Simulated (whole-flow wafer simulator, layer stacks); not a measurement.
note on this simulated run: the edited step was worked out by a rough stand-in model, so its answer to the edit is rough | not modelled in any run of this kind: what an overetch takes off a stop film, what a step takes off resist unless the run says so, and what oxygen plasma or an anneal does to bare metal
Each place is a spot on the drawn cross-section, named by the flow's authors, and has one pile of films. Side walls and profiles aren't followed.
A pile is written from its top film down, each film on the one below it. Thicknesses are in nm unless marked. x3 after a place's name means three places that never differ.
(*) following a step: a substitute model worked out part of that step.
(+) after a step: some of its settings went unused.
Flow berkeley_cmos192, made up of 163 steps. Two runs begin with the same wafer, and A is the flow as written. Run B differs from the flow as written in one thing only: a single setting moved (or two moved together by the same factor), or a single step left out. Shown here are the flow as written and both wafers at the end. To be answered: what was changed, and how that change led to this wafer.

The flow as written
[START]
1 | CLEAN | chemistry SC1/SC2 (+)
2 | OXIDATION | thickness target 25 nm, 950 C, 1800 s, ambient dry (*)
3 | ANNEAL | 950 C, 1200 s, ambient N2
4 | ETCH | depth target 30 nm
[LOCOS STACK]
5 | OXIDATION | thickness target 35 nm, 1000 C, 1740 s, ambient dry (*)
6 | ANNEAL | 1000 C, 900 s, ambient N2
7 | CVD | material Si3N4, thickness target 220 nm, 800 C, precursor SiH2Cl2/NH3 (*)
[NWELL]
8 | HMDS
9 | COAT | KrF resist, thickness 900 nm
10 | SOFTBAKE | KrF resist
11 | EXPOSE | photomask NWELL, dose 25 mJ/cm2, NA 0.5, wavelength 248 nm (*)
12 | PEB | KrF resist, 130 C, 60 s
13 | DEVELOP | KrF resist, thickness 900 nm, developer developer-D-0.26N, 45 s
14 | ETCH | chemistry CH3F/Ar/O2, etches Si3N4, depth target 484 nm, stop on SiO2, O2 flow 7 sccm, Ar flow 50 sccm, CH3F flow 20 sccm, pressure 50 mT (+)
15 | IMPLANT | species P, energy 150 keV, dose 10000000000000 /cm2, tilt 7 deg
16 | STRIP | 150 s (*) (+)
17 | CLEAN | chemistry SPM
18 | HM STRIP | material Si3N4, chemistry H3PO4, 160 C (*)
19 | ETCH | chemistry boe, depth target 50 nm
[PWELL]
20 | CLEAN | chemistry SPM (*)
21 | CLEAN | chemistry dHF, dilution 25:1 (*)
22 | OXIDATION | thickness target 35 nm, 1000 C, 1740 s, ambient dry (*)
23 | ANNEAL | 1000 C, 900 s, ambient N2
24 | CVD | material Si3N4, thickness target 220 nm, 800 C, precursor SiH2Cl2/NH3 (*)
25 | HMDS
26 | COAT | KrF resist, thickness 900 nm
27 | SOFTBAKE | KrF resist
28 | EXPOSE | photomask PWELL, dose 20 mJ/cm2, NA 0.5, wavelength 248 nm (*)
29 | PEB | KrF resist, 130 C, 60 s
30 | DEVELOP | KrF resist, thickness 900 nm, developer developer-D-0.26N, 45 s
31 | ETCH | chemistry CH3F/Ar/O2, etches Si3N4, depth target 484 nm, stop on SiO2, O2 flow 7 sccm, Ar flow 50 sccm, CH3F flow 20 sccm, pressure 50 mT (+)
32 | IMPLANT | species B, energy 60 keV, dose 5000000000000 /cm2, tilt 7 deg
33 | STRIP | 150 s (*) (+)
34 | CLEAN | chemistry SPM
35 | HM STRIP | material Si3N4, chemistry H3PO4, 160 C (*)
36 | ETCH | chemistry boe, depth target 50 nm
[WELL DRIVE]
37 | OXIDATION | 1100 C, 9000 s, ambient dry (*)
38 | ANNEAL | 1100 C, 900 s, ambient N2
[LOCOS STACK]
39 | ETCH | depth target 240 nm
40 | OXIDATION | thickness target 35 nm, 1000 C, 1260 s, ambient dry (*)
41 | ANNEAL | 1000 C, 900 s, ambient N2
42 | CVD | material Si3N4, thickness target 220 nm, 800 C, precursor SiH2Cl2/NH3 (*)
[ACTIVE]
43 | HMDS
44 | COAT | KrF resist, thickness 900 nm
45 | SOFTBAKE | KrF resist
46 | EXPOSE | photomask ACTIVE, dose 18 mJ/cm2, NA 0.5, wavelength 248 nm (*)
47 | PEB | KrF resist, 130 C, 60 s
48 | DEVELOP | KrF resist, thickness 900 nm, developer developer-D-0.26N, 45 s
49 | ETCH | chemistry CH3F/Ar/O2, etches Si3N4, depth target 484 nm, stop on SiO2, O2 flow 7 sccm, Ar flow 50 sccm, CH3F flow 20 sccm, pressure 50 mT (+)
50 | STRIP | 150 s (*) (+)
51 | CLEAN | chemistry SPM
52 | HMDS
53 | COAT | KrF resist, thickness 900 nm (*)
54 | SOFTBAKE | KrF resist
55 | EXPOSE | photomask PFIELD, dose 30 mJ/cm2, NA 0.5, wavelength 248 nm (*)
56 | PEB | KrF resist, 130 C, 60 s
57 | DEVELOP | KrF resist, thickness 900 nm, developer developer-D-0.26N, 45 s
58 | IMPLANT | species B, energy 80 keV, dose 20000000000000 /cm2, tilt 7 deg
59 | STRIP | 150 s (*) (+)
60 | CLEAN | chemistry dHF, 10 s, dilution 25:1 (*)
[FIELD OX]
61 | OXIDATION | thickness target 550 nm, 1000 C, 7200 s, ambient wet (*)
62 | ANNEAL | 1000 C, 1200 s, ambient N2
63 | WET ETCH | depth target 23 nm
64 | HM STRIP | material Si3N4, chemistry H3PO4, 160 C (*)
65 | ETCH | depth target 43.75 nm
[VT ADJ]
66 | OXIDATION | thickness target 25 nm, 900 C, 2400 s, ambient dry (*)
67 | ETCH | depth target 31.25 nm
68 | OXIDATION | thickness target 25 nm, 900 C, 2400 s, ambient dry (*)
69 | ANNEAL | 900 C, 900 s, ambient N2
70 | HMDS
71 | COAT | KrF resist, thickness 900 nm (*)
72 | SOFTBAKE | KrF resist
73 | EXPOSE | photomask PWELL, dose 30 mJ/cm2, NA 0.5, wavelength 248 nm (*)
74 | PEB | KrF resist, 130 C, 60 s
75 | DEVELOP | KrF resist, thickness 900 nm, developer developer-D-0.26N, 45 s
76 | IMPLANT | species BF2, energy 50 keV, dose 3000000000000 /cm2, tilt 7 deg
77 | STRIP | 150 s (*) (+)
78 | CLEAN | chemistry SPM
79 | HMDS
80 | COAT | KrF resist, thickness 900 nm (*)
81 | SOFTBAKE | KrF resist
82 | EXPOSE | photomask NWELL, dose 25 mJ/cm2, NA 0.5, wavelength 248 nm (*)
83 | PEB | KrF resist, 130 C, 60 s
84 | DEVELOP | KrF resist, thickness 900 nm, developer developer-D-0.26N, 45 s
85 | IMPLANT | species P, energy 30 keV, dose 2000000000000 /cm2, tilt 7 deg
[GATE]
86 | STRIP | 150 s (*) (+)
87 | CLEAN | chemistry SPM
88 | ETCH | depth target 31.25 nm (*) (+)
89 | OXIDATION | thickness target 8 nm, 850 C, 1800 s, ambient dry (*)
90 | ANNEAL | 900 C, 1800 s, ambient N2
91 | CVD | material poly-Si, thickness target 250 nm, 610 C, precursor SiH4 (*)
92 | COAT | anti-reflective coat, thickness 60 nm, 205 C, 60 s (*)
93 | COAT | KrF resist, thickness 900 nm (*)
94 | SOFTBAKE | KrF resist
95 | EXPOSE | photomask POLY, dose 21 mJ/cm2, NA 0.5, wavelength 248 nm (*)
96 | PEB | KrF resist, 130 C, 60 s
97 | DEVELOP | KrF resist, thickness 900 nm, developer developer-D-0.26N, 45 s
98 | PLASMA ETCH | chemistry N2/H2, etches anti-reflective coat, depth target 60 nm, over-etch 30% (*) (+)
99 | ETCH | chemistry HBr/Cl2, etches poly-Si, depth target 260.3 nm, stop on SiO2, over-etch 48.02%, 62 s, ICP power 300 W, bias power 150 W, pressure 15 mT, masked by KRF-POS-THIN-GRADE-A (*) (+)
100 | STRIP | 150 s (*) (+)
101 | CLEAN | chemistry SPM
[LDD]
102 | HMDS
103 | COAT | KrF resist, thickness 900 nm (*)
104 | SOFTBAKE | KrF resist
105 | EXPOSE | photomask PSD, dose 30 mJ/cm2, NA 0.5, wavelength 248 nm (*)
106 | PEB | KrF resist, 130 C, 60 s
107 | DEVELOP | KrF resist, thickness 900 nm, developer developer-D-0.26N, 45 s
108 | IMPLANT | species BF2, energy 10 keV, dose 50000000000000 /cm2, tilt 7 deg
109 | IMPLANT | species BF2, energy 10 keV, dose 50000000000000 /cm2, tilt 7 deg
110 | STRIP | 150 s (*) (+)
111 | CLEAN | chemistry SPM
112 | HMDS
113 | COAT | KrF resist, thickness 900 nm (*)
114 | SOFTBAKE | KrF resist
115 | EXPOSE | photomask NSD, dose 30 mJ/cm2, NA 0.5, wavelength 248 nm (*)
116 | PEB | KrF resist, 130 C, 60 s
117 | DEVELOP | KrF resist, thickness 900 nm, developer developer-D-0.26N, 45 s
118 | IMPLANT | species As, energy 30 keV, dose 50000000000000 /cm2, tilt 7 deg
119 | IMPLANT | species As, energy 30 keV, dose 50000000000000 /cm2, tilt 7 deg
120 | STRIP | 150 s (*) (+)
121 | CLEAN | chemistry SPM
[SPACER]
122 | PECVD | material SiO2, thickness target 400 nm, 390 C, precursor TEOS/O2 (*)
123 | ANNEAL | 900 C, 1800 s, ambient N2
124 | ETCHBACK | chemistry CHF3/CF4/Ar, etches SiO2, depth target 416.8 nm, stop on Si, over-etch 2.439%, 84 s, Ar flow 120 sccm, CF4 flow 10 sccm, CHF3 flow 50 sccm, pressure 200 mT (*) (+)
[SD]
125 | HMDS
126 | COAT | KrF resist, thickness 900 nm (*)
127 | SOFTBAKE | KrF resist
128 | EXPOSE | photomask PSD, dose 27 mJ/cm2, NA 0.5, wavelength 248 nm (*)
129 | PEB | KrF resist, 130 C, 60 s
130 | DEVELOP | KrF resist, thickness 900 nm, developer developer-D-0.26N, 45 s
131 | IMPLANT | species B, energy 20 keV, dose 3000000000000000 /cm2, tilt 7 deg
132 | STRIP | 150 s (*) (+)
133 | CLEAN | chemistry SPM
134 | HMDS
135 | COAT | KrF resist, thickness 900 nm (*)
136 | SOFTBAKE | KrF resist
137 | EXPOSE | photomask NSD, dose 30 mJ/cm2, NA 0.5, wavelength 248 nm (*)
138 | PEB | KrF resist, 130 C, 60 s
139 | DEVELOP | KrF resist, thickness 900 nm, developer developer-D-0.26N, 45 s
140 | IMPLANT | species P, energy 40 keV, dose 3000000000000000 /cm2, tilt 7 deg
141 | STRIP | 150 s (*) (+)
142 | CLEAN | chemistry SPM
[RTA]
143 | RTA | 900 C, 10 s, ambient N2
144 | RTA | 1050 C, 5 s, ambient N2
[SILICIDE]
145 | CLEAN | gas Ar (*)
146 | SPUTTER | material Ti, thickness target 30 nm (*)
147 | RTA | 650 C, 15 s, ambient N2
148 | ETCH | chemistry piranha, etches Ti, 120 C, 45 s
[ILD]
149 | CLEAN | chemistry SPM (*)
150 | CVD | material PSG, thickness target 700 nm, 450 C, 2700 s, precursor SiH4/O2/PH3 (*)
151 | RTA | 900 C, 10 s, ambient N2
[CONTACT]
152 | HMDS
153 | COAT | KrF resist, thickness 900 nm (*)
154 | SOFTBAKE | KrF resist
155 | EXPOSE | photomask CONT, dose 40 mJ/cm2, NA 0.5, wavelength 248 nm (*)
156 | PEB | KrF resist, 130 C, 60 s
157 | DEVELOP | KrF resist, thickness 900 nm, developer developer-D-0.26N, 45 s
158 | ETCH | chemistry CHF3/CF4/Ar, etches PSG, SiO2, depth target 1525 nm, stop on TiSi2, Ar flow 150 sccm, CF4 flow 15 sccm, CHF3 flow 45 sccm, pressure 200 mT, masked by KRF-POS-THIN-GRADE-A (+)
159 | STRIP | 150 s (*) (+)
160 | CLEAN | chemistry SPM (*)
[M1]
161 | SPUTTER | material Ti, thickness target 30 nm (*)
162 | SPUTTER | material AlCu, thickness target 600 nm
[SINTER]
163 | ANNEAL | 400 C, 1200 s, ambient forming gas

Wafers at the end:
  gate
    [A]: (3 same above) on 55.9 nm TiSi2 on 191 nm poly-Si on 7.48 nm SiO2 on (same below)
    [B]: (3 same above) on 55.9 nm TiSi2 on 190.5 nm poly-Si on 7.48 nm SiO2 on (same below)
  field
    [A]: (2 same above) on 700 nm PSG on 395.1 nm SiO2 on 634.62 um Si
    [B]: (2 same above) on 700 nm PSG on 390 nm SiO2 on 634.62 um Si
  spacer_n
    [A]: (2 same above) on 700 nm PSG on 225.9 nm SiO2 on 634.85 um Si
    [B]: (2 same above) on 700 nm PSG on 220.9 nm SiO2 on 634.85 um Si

What caused this: step 124, ETCHBACK: over-etch 3.659% was run, while the flow as written has over-etch 2.439%.

How this came from the change, step by step:
  124 | ETCHBACK | chemistry CHF3/CF4/Ar, etches SiO2, depth target 416.8 nm, stop on Si, over-etch 2.439%, 84 s, Ar flow 120 sccm, CF4 flow 10 sccm, CHF3 flow 50 sccm, pressure 200 mT (*) (+)
      spacer_n: A -160 SiO2 | B -165 SiO2
      spacer_p: A -159.9 SiO2 | B -165 SiO2
